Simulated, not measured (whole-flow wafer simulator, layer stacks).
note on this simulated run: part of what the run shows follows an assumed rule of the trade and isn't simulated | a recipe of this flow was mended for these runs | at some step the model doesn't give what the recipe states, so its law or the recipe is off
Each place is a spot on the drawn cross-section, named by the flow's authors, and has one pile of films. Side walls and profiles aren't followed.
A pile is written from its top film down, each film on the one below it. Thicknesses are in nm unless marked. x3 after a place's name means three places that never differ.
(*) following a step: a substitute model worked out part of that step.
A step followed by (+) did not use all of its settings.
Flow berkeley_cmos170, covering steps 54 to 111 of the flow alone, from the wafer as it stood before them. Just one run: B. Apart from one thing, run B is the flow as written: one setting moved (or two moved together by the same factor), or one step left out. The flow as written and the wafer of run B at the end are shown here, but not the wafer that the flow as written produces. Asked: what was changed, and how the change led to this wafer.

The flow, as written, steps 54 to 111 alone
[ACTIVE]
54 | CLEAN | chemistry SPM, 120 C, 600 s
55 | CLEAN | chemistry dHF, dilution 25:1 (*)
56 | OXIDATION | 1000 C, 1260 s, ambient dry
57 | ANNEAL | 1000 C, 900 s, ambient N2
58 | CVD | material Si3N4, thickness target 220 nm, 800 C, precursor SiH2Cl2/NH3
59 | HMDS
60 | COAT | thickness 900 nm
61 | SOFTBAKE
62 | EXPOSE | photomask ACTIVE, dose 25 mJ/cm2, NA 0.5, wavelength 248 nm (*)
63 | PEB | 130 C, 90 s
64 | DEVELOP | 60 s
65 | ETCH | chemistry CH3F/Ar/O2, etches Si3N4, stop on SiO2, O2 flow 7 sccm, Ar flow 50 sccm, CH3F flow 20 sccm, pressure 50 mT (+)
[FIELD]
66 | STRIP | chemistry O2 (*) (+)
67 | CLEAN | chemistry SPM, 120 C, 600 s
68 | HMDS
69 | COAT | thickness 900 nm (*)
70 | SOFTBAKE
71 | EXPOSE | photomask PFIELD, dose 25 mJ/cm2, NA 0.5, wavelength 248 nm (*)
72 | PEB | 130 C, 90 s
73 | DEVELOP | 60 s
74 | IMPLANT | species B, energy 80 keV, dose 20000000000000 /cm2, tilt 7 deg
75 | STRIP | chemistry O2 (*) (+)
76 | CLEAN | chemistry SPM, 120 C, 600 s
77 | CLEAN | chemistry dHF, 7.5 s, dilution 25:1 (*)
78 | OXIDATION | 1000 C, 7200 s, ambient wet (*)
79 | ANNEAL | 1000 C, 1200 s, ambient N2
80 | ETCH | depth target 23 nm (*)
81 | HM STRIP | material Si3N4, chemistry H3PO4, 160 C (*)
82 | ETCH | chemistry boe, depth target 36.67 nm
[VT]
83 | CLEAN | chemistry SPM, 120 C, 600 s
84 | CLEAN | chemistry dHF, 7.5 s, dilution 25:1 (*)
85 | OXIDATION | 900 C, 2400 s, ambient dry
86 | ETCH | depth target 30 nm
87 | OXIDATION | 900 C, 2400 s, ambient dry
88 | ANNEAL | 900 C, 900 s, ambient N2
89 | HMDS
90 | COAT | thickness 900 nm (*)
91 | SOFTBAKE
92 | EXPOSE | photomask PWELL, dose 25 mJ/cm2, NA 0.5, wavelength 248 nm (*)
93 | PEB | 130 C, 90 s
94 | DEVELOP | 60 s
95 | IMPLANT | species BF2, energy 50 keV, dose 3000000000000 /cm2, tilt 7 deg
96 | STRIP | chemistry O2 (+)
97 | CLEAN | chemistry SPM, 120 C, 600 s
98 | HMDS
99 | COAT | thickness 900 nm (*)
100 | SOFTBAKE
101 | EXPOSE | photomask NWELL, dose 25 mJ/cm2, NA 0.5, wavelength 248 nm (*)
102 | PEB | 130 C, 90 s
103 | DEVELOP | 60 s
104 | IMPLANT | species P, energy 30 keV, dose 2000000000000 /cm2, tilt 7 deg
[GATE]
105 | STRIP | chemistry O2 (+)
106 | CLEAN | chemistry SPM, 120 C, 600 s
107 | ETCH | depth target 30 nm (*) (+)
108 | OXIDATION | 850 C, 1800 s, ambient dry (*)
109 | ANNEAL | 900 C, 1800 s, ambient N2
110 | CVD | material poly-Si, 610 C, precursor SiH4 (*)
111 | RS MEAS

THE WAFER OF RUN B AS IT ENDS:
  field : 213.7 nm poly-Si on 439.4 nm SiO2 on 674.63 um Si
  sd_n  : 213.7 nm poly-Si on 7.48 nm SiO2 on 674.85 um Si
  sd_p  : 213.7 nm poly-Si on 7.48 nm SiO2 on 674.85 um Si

What caused this: step 58, CVD: thickness target 88 nm was run, while the flow as written has thickness target 220 nm.

How this came from the change, step by step:
  58 | CVD | material Si3N4, thickness target 220 nm, 800 C, precursor SiH2Cl2/NH3
      field, mark, sd_n and 10 more: +88 Si3N4 (new film) (as written it would have been: +220 Si3N4 (new film))
  65 | ETCH | chemistry CH3F/Ar/O2, etches Si3N4, stop on SiO2, O2 flow 7 sccm, Ar flow 50 sccm, CH3F flow 20 sccm, pressure 50 mT (+)
      mark, sd_n, spacer_n and 9 more: -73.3 KrF-resist (as written it would have been: -161.3 KrF-resist)
      field: -88 Si3N4 (all of it), -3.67 SiO2 (as written it would have been: -220 Si3N4 (all of it), -3.67 SiO2)
  66 | STRIP | chemistry O2 (*) (+)
      mark, sd_n, spacer_n and 9 more: -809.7 KrF-resist (all of it) (as written it would have been: -721.7 KrF-resist (all of it))
  69 | COAT | thickness 900 nm (*)
      field: +922.8 KrF-resist (new film) (as written it would have been: +957.2 KrF-resist (new film))
      sd_n: +850 KrF-resist (new film) (as written it would have been: +784.1 KrF-resist (new film))
      (also at 10 further places)
  73 | DEVELOP | 60 s
      field: -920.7 KrF-resist (all of it) (as written it would have been: -955 KrF-resist (all of it))
  75 | STRIP | chemistry O2 (*) (+)
      sd_n: -833.2 KrF-resist (all of it) (as written it would have been: -767.4 KrF-resist (all of it))
      spacer_n: -848.7 KrF-resist (all of it) (as written it would have been: -803.4 KrF-resist (all of it))
      (also at 9 further places)
  78 | OXIDATION | 1000 C, 7200 s, ambient wet (*)
      sd_n: +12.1 SiO2 (new film), -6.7 Si3N4, +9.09 SiO2, -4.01 Si (as written it would have been: +12.1 SiO2 (new film), -6.7 Si3N4, +0.07 SiO2, -0.07 Si)
      sd_p: +12.1 SiO2 (new film), -6.7 Si3N4, +8.93 SiO2, -3.94 Si (as written it would have been: +12.1 SiO2 (new film), -6.7 Si3N4, +0.07 SiO2, -0.07 Si)
  81 | HM STRIP | material Si3N4, chemistry H3PO4, 160 C (*)
      mark, sd_n, spacer_n and 9 more: -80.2 Si3N4 (all of it), -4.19 SiO2 (as written it would have been: -212.2 Si3N4 (all of it), -11.1 SiO2)
      field: -6.7 SiO2 (as written it would have been: -17.7 SiO2)
  82 | ETCH | chemistry boe, depth target 36.67 nm
      mark, spacer_n, gate_n and 7 more: -22.4 SiO2 (all of it) (as written it would have been: -15.5 SiO2 (all of it))
      sd_n: -31.5 SiO2 (all of it) (as written it would have been: -15.5 SiO2 (all of it))
      (also at 1 further place)
